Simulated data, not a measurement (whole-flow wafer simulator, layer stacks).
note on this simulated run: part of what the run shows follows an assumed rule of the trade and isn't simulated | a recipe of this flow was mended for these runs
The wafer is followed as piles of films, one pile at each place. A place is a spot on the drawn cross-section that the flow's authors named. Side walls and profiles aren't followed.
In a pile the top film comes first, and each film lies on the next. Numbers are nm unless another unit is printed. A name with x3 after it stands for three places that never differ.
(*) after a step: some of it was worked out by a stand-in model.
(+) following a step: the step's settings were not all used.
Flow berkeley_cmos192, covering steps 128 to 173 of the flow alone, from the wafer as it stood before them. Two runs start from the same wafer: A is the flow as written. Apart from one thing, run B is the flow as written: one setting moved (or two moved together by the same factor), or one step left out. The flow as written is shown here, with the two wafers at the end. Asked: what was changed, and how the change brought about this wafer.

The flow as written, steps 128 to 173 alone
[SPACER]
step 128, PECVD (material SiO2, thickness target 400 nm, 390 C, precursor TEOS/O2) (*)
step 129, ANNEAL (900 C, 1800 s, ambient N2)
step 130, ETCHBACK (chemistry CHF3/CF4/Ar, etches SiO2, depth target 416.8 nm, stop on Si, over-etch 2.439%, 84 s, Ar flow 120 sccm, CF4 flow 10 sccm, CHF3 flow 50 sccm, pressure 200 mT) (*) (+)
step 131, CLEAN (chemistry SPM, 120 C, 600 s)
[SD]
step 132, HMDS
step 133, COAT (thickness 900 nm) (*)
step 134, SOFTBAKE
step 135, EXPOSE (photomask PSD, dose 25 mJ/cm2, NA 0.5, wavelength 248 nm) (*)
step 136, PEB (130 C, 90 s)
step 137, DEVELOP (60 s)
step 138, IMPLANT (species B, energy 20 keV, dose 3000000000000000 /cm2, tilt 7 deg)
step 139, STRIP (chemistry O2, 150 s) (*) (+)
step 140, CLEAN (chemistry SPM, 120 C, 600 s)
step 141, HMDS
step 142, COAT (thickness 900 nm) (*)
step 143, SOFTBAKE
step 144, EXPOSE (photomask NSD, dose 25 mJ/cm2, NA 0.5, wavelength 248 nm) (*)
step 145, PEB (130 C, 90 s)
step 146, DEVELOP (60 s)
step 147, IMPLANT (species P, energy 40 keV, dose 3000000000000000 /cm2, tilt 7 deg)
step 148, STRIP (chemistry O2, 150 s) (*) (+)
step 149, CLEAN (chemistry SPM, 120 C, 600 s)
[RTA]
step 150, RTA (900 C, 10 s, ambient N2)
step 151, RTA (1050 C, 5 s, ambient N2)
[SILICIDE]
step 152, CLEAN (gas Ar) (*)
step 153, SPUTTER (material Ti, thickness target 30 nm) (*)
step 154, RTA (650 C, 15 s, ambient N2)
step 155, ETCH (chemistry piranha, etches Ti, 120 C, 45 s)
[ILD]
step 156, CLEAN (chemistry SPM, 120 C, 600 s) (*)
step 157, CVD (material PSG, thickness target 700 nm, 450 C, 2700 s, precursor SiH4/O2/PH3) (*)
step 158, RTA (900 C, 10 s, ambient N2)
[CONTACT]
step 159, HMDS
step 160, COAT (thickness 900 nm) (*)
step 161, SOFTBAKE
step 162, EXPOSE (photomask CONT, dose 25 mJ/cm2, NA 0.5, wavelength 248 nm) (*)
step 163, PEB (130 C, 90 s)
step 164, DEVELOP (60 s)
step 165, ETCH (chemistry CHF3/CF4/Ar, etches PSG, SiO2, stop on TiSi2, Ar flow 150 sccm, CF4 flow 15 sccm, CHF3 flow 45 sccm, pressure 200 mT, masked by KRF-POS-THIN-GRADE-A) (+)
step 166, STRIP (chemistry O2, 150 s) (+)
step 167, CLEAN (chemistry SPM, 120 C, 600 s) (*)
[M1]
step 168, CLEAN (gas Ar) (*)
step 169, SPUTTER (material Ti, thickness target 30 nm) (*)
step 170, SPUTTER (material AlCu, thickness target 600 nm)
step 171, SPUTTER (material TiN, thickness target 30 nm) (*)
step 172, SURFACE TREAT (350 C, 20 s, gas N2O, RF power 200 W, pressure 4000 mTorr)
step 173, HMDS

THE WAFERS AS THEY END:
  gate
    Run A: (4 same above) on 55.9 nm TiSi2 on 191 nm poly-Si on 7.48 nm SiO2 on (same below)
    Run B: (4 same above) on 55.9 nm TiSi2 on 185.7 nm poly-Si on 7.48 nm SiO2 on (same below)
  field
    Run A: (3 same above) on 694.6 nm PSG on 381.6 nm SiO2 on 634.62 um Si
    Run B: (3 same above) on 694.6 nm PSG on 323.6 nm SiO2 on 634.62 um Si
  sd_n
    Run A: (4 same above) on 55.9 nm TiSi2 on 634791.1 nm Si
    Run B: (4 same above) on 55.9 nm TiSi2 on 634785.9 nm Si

The reason: step 128, PECVD: thickness target 342 nm was run, whereas the flow has thickness target 400 nm.

Step by step, how the change led to this:
  step 128, PECVD (material SiO2, thickness target 400 nm, 390 C, precursor TEOS/O2) (*)
      field, sd_n, contact, m1: A +400 SiO2 | B +342 SiO2
      spacer_n, sd_p, spacer_p: A +386.5 SiO2 | B +330.7 SiO2
      (as well as at 2 more places)
  step 130, ETCHBACK (chemistry CHF3/CF4/Ar, etches SiO2, depth target 416.8 nm, stop on Si, over-etch 2.439%, 84 s, Ar flow 120 sccm, CF4 flow 10 sccm, CHF3 flow 50 sccm, pressure 200 mT) (*) (+)
      gate, gate_p: A -400 SiO2 (all of it), -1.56 chemical SiO2 (all of it), -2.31 poly-Si | B -342 SiO2 (all of it), -1.56 chemical SiO2 (all of it), -7.59 poly-Si
      sd_n: A -406 SiO2 (all of it), -2.31 Si | B -348 SiO2 (all of it), -7.59 Si
      (as well as at 3 more places)
  step 133, COAT (thickness 900 nm) (*)
      sd_n: A +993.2 KrF-resist (new film) | B +963 KrF-resist (new film)
      spacer_n: A +785.3 KrF-resist (new film) | B +810 KrF-resist (new film)
      (as well as at 6 more places)
  step 137, DEVELOP (60 s)
      sd_p: A -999 KrF-resist (all of it) | B -972 KrF-resist (all of it)
      spacer_p: A -778.4 KrF-resist (all of it) | B -805.3 KrF-resist (all of it)
      (as well as at 1 more place)
  step 139, STRIP (chemistry O2, 150 s) (*) (+)
      sd_n: A -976 KrF-resist (all of it), +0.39 chemical SiO2, -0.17 Si | B -945.9 KrF-resist (all of it), +0.4 chemical SiO2, -0.17 Si
      spacer_n: A -768.7 KrF-resist (all of it) | B -793.4 KrF-resist (all of it)
      (as well as at 3 more places)
  step 142, COAT (thickness 900 nm) (*)
      sd_n: A +993.1 KrF-resist (new film) | B +962.9 KrF-resist (new film)
      spacer_n: A +785.4 KrF-resist (new film) | B +810.1 KrF-resist (new film)
      (as well as at 6 more places)
  step 146, DEVELOP (60 s)
      sd_n: A -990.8 KrF-resist (all of it) | B -960.7 KrF-resist (all of it)
      spacer_n: A -783.7 KrF-resist (all of it) | B -808.4 KrF-resist (all of it)
      (as well as at 3 more places)
  step 148, STRIP (chemistry O2, 150 s) (*) (+)
      sd_p: A -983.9 KrF-resist (all of it), +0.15 chemical SiO2, -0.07 Si | B -956.9 KrF-resist (all of it), +0.15 chemical SiO2, -0.07 Si
      spacer_p: A -763.6 KrF-resist (all of it) | B -790.5 KrF-resist (all of it)
      (as well as at 1 more place)
  step 153, SPUTTER (material Ti, thickness target 30 nm) (*)
      sd_p: A +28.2 Ti (new film) | B +28.9 Ti (new film)
  step 154, RTA (650 C, 15 s, ambient N2)
      sd_p: A -22 Ti, +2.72 TiSi first (new film), +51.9 TiSi2 C49 (new film), -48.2 Si | B -22.6 Ti, +4.12 TiSi first (new film), +51.3 TiSi2 C49 (new film), -48.5 Si
  step 158, RTA (900 C, 10 s, ambient N2)
      sd_p: A under 1 film: +52.6 TiSi2 (new film), -2.61 TiSi first (all of it), -51.9 TiSi2 C49 (all of it), -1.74 Si | B under 1 film: +53.9 TiSi2 (new film), -4.02 TiSi first (all of it), -51.3 TiSi2 C49 (all of it), -2.67 Si
  step 160, COAT (thickness 900 nm) (*)
      sd_n: A +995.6 KrF-resist (new film) | B +963.5 KrF-resist (new film)
      spacer_n: A +823.6 KrF-resist (new film) | B +840.5 KrF-resist (new film)
      (as well as at 6 more places)
  step 164, DEVELOP (60 s)
      contact: A -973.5 KrF-resist (all of it) | B -948.3 KrF-resist (all of it)
  step 166, STRIP (chemistry O2, 150 s) (+)
      sd_n: A -784.4 KrF-resist (all of it) | B -752.3 KrF-resist (all of it)
      spacer_n: A -612.8 KrF-resist (all of it) | B -629.6 KrF-resist (all of it)
      (as well as at 5 more places)
  step 169, SPUTTER (material Ti, thickness target 30 nm) (*)
      sd_p: A +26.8 Ti (new film) | B +27.9 Ti (new film)
  step 170, SPUTTER (material AlCu, thickness target 600 nm)
      sd_p: A +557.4 AlCu (new film) | B +581.8 AlCu (new film)
  step 171, SPUTTER (material TiN, thickness target 30 nm) (*)
      sd_p: A +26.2 TiN (new film) | B +27.7 TiN (new film)
